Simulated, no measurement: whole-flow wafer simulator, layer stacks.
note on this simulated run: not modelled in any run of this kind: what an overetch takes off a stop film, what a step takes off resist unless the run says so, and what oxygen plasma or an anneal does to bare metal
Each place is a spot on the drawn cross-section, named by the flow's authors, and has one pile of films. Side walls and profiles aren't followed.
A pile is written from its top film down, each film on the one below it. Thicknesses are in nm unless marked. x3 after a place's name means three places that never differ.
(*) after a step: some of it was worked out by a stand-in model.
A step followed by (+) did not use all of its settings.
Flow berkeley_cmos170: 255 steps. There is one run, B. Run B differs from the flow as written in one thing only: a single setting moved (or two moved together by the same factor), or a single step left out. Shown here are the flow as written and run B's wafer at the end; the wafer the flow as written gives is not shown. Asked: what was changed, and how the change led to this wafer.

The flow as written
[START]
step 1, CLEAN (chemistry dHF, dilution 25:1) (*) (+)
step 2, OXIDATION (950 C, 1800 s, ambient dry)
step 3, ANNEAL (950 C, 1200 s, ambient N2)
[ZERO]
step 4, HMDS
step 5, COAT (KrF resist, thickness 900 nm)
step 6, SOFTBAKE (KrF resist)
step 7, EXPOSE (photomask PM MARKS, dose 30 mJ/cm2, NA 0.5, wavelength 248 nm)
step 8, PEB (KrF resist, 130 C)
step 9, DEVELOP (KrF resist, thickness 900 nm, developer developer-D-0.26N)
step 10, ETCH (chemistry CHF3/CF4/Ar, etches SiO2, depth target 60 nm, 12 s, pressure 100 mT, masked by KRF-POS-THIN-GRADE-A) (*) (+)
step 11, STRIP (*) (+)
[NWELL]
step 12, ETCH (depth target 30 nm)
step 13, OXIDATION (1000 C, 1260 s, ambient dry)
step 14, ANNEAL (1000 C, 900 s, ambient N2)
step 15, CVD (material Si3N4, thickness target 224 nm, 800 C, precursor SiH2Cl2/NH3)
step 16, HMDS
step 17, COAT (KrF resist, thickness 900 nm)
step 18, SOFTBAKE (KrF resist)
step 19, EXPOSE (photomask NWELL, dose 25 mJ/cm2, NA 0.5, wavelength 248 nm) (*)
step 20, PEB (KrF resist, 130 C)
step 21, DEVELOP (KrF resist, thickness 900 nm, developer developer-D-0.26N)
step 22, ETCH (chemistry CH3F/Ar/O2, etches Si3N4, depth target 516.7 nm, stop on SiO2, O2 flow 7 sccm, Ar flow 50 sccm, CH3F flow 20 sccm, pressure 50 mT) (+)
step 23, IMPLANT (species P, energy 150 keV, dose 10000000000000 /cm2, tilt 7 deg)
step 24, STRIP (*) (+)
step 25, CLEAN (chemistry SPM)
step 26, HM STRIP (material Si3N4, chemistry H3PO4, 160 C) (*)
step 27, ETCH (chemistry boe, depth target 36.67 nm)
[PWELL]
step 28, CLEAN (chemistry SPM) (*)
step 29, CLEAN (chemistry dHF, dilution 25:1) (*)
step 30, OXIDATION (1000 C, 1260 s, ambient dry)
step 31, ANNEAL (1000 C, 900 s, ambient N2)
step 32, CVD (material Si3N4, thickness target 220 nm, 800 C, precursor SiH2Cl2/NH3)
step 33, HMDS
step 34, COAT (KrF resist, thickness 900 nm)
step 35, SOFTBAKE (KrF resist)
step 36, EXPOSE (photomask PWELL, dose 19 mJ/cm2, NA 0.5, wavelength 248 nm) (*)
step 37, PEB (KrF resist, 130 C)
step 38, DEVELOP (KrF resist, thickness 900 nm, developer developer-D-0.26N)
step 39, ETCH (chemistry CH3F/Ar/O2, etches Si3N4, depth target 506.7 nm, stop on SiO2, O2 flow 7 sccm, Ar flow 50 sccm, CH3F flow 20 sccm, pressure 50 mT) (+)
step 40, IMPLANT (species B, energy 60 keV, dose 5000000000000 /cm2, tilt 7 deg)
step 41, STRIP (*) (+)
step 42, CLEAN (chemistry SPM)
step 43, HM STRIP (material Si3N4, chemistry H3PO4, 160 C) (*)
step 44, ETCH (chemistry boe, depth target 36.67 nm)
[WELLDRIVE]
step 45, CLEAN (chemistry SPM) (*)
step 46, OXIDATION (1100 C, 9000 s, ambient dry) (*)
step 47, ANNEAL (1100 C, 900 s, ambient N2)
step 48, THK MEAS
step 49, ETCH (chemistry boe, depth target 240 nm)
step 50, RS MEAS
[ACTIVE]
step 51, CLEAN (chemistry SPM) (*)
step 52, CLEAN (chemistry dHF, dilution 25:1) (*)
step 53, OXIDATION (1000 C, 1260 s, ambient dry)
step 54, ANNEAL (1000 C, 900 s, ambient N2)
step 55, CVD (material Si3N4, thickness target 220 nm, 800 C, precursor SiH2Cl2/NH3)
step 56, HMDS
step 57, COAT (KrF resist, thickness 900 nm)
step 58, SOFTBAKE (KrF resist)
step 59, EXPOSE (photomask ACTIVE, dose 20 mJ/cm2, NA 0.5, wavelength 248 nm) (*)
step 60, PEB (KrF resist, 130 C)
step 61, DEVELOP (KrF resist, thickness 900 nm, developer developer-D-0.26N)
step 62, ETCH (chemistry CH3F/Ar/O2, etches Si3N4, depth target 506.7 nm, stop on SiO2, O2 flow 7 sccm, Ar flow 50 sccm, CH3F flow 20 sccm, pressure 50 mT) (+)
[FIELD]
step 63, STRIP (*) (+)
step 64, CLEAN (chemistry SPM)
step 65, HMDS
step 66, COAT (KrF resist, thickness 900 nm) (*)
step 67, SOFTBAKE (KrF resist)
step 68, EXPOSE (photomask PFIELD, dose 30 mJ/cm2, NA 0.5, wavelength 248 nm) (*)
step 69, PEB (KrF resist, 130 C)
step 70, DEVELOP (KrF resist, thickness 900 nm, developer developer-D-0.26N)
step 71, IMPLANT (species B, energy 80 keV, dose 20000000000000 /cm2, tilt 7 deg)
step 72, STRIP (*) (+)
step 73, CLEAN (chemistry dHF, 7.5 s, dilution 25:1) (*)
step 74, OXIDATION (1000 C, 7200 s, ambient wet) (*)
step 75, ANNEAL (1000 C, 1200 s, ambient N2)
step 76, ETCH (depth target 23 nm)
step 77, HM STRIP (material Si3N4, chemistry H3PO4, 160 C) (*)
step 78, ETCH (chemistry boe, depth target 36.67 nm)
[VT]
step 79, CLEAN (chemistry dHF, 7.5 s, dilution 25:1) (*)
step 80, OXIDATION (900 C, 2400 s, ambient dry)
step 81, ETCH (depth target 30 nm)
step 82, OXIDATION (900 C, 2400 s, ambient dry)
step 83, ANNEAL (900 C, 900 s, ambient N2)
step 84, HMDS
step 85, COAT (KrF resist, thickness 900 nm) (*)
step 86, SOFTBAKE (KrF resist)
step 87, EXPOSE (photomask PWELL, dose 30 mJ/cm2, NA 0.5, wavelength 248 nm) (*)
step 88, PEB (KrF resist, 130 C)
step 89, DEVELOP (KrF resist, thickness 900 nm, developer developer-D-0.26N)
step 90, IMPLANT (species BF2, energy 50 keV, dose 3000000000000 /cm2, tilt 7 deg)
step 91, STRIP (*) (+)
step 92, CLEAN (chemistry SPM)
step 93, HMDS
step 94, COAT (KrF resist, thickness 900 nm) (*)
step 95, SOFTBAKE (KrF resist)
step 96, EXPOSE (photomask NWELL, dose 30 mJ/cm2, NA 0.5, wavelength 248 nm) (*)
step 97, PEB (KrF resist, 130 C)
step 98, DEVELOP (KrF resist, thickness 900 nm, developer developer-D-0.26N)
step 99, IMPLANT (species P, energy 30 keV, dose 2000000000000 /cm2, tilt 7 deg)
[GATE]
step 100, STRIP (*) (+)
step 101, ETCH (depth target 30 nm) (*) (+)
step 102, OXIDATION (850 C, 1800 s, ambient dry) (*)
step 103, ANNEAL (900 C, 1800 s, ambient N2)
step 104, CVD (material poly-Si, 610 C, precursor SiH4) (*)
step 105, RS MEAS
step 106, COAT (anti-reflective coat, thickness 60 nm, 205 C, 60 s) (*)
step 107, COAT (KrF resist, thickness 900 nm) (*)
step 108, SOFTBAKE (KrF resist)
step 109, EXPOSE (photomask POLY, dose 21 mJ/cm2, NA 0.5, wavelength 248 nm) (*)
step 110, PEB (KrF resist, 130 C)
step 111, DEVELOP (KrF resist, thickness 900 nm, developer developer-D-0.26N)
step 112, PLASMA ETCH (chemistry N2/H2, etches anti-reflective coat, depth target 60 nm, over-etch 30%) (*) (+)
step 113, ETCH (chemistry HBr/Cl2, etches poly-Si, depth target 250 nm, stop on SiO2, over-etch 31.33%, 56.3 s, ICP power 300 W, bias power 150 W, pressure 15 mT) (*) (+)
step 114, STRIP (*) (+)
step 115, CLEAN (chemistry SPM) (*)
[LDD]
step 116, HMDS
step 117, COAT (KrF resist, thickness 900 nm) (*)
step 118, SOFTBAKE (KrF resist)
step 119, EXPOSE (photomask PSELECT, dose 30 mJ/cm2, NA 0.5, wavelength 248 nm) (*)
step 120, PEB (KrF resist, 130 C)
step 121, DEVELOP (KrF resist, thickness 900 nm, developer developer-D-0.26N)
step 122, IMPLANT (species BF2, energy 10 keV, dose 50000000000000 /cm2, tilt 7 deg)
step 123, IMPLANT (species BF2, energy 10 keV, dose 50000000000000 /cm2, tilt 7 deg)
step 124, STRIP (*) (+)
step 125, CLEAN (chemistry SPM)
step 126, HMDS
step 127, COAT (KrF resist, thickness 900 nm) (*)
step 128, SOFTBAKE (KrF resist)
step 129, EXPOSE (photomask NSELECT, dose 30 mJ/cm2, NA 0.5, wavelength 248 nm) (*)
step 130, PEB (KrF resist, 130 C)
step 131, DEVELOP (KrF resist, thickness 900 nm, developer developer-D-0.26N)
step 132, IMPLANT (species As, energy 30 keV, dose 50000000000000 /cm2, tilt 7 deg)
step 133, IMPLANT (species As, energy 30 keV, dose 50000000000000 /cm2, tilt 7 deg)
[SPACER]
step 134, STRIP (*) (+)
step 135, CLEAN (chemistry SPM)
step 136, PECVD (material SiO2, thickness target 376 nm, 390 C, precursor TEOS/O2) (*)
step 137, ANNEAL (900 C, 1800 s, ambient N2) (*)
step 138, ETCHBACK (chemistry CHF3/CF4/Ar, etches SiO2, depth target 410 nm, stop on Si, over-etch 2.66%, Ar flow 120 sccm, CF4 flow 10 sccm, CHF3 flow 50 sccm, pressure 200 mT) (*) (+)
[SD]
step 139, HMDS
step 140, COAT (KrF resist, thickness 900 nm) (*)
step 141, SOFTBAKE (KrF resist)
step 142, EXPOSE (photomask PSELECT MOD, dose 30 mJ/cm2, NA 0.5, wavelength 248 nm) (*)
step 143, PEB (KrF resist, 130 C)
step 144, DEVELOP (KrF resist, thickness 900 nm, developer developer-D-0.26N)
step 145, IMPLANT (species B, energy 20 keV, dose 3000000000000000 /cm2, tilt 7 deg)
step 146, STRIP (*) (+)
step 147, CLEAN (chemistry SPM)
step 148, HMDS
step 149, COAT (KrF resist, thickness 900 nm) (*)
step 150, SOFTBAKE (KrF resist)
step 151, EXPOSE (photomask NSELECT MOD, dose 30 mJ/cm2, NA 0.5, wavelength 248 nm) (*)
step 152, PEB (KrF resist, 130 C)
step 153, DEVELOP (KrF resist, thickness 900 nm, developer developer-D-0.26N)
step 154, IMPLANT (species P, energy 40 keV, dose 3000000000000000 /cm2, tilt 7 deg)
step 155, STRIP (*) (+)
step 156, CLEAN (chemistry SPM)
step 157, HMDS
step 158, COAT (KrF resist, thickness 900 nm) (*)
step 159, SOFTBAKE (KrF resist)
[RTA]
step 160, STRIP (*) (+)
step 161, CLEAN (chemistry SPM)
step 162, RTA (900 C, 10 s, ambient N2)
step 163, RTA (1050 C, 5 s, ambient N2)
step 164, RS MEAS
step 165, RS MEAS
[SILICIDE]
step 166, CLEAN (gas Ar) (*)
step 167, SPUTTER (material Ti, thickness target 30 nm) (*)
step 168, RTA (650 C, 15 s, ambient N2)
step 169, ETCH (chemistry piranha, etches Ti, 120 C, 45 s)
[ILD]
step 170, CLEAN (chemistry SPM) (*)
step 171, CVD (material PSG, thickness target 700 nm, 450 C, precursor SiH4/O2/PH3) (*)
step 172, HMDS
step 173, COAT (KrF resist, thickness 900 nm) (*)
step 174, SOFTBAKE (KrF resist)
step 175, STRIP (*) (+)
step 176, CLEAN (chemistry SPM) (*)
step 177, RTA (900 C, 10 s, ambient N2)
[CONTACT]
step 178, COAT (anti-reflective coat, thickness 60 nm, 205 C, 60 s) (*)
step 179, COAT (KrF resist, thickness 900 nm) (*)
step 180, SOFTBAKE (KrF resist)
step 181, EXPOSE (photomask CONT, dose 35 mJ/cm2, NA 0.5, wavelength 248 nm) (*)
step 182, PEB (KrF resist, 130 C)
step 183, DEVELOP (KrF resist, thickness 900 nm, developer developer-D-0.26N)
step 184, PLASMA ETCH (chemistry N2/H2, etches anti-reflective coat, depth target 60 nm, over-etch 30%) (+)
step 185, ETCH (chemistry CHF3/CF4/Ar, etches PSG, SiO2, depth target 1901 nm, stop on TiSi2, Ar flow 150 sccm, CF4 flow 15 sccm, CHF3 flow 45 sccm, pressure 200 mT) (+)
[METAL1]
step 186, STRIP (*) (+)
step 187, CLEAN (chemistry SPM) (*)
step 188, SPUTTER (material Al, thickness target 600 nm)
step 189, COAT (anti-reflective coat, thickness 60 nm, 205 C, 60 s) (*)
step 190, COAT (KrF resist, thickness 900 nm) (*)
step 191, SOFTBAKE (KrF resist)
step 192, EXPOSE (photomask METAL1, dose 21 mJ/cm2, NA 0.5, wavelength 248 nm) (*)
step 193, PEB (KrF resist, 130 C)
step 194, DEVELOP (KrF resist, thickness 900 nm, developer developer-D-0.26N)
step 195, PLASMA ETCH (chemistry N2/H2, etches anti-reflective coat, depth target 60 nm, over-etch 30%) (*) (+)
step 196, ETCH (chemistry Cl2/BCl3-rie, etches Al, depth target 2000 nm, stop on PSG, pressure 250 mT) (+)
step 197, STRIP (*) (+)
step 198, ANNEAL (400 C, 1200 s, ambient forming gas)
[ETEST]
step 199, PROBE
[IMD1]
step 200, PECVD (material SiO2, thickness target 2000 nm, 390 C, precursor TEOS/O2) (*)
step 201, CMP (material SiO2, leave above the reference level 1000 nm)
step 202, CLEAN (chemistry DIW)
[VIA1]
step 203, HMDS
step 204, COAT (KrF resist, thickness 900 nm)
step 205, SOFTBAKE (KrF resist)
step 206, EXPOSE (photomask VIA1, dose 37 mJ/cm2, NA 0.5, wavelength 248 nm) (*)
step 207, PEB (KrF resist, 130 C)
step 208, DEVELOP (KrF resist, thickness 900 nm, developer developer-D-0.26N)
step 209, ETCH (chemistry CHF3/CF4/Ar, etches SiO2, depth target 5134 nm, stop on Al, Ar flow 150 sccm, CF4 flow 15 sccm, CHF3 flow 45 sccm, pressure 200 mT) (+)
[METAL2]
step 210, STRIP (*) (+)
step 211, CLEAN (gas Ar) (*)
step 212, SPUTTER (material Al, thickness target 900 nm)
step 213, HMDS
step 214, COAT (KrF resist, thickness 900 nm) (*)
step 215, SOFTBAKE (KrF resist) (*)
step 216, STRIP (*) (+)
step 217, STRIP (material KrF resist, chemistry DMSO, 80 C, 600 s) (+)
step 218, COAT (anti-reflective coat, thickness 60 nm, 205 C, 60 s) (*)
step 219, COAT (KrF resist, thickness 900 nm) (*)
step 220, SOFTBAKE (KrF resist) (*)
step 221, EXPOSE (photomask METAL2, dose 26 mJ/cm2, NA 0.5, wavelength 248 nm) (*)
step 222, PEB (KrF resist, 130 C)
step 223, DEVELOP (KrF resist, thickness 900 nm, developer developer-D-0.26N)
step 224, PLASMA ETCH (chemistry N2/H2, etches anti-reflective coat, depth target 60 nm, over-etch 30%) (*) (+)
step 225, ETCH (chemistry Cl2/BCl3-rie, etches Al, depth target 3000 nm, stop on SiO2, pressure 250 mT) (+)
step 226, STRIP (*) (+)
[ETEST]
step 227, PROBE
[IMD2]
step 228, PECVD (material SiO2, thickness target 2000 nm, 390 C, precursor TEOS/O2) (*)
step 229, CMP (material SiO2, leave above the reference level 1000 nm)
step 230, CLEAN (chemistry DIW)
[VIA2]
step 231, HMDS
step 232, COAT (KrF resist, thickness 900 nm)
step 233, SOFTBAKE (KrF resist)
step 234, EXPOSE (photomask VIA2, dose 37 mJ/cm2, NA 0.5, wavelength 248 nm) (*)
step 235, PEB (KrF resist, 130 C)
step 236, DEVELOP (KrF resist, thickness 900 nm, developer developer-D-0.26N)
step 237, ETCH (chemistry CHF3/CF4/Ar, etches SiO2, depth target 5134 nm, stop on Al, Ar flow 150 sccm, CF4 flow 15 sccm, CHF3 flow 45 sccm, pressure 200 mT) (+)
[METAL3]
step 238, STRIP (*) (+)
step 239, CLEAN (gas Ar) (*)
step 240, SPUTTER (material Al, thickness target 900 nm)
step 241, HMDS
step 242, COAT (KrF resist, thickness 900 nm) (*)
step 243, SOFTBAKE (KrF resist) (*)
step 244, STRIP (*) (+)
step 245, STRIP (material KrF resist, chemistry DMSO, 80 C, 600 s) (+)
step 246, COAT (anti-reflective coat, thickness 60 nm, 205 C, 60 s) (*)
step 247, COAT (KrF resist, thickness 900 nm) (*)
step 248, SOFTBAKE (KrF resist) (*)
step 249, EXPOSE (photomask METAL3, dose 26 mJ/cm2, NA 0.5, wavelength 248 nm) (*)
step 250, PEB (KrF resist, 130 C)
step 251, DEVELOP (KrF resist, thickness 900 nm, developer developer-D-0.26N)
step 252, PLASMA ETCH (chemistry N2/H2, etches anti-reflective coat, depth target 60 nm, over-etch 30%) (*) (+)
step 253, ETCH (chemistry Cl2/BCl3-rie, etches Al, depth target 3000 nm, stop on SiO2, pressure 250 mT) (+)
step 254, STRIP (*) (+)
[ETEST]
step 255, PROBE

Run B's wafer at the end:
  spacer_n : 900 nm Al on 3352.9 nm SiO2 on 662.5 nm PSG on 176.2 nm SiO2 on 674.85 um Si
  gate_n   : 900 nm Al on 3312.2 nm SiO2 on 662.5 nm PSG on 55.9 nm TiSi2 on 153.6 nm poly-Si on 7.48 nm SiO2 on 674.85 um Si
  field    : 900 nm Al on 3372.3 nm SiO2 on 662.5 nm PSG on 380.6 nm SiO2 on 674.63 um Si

What caused this: step 253, ETCH: chemistry Cl2/BCl3-rie, etches Al, depth target 3000 nm, stop on SiO2, pressure 250 mT (+), was omitted.

The path from the change to this, step by step:
  step 254, STRIP (*) (+)
      contact: -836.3 KrF resist (all of it), -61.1 anti-reflective coat (all of it) (as written it would have been: -161.3 KrF resist (all of it), -61.1 anti-reflective coat (all of it))
      m1: -833.8 KrF resist (all of it), -41 anti-reflective coat (all of it) (as written it would have been: -158.8 KrF resist (all of it), -41 anti-reflective coat (all of it))
      (and at 3 other places as well)
Taking metal films that touch as one body, spacer_n has 1 body; the flow as written gives 0 bodies.
Taking metal films that touch as one body, gate_n has 1 body; the flow as written gives 0 bodies.
Taking metal films that touch as one body, field has 1 body; the flow as written gives 0 bodies.
